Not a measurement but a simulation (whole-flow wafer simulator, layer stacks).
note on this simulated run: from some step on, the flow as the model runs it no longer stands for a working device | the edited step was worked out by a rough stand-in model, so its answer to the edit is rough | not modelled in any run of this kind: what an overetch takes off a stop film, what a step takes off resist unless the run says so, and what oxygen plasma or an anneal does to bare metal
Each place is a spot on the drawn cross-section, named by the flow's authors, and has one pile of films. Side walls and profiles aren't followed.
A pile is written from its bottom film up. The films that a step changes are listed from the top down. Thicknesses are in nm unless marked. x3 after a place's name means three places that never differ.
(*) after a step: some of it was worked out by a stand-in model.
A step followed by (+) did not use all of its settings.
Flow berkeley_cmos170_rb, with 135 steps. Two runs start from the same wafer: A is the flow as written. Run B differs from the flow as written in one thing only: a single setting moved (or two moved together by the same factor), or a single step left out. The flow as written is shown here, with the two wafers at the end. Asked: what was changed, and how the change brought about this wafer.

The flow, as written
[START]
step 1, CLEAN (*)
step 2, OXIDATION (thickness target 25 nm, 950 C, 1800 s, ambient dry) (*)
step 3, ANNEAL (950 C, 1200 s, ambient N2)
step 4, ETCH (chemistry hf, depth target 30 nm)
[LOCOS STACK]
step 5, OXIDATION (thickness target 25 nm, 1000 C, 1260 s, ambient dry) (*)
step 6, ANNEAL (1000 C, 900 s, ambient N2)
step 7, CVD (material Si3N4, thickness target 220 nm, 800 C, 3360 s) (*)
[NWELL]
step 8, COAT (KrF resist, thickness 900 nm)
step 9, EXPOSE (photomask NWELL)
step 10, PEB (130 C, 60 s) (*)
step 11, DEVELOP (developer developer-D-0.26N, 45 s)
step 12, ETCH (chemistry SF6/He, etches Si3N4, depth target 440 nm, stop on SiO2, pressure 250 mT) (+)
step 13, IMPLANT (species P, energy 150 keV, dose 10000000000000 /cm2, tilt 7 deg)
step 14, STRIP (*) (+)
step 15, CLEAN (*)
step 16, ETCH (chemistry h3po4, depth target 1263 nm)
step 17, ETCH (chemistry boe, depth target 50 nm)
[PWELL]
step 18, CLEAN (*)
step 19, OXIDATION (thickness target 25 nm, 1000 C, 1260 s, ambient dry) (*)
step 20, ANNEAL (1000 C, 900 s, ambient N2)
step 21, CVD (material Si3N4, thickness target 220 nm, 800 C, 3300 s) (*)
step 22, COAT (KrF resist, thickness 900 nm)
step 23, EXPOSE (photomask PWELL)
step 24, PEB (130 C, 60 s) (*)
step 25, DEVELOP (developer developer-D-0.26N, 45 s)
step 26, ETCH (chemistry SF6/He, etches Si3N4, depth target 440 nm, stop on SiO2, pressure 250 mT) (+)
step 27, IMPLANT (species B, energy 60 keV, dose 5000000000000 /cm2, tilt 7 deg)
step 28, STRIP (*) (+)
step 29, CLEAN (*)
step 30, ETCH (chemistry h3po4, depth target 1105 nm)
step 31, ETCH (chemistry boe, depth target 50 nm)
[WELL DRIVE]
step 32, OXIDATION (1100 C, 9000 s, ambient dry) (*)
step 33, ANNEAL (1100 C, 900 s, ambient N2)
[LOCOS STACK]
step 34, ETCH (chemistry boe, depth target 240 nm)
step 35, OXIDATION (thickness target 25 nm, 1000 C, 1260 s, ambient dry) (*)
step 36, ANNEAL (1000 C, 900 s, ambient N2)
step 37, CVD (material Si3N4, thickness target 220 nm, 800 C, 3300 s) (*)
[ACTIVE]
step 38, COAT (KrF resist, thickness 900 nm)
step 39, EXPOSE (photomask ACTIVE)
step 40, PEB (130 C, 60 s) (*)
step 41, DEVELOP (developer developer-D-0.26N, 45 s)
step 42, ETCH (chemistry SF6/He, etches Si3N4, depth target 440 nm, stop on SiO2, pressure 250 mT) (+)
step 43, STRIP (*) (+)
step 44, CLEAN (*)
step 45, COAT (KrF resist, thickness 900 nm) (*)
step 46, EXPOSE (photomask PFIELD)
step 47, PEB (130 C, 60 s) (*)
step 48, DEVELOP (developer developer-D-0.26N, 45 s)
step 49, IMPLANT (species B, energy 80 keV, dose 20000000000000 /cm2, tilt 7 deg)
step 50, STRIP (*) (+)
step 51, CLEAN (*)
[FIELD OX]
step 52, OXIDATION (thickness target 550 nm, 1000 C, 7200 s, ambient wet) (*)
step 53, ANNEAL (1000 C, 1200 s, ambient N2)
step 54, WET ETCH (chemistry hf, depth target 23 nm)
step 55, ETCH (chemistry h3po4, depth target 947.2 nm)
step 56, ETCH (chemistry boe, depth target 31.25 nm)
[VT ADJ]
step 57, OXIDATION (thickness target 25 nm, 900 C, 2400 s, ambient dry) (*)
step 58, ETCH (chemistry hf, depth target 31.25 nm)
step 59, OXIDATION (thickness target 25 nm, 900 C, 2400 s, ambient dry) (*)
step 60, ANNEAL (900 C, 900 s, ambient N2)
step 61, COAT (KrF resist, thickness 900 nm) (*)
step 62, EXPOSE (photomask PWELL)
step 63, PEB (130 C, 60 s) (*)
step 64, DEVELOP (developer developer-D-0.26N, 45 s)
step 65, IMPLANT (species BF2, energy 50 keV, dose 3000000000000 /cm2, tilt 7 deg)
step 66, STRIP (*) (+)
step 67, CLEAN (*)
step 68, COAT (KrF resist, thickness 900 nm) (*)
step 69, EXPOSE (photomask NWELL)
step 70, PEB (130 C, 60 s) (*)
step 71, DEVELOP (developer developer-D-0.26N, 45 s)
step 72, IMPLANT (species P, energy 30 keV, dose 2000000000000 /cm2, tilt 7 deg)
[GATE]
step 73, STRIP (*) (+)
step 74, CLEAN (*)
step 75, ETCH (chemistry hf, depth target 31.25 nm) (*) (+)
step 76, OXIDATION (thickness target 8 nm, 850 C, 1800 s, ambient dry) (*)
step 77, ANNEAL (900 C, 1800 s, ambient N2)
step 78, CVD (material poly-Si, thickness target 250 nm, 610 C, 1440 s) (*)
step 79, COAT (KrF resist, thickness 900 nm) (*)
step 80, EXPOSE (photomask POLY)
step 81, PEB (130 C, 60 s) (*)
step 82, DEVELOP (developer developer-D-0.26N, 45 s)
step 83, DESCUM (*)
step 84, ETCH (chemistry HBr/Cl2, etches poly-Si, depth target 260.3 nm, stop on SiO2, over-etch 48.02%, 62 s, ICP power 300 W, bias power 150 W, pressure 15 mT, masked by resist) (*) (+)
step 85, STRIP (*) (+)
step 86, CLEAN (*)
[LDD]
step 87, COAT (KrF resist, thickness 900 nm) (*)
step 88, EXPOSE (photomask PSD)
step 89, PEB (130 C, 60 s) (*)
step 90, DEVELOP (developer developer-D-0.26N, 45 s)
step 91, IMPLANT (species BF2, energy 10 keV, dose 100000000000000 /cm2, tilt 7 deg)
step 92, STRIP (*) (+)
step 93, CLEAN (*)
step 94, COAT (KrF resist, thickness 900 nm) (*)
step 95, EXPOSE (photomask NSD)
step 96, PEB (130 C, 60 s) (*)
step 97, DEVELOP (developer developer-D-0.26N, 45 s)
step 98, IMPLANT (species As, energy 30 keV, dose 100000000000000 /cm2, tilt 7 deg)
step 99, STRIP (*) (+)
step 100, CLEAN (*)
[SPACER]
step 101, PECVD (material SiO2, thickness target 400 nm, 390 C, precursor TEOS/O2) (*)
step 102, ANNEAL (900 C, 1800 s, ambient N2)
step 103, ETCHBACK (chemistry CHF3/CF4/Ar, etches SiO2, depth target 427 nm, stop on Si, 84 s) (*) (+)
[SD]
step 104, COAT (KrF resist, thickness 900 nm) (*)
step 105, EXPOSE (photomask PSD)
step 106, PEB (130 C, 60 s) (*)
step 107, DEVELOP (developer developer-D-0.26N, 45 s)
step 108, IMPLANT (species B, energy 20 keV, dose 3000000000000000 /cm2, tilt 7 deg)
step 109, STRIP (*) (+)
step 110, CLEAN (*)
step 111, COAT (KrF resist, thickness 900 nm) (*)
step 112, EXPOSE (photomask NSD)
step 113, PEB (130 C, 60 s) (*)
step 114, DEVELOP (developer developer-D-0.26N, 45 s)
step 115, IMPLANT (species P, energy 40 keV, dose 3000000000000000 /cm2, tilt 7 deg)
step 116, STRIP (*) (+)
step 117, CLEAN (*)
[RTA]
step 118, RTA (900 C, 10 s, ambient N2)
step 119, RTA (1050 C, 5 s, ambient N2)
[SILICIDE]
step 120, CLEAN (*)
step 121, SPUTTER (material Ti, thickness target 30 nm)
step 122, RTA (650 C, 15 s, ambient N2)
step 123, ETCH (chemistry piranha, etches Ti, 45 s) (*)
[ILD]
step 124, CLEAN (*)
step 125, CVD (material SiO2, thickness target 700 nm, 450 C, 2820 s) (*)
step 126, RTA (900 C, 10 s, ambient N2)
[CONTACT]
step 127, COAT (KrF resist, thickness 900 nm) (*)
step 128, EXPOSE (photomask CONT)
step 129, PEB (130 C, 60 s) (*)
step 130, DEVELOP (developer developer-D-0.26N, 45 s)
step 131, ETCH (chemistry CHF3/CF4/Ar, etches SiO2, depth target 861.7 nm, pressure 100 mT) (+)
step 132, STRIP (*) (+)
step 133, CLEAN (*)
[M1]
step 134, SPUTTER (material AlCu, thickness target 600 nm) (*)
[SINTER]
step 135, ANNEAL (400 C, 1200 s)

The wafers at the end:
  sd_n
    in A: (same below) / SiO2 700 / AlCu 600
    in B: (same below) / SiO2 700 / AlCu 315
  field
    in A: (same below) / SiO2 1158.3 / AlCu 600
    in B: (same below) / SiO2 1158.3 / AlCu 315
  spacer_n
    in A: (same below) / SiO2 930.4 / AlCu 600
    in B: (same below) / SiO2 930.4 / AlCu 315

The reason: step 134, SPUTTER: thickness target 315 nm was run, while the flow as written has thickness target 600 nm.
The wafer lets one read it off: sd_n has AlCu 315, and step 134 as written asks for 600 nm.

The path from the change to this, step by step:
  step 134, SPUTTER (material AlCu, thickness target 600 nm) (*)
      field, sd_n, spacer_n, gate, spacer_p, gate_p, m1: A AlCu gains 600 (new film) | B AlCu gains 315 (new film)
      sd_p: A AlCu gains 545.9 (new film) | B AlCu gains 280.9 (new film)
      (also at 1 further place)
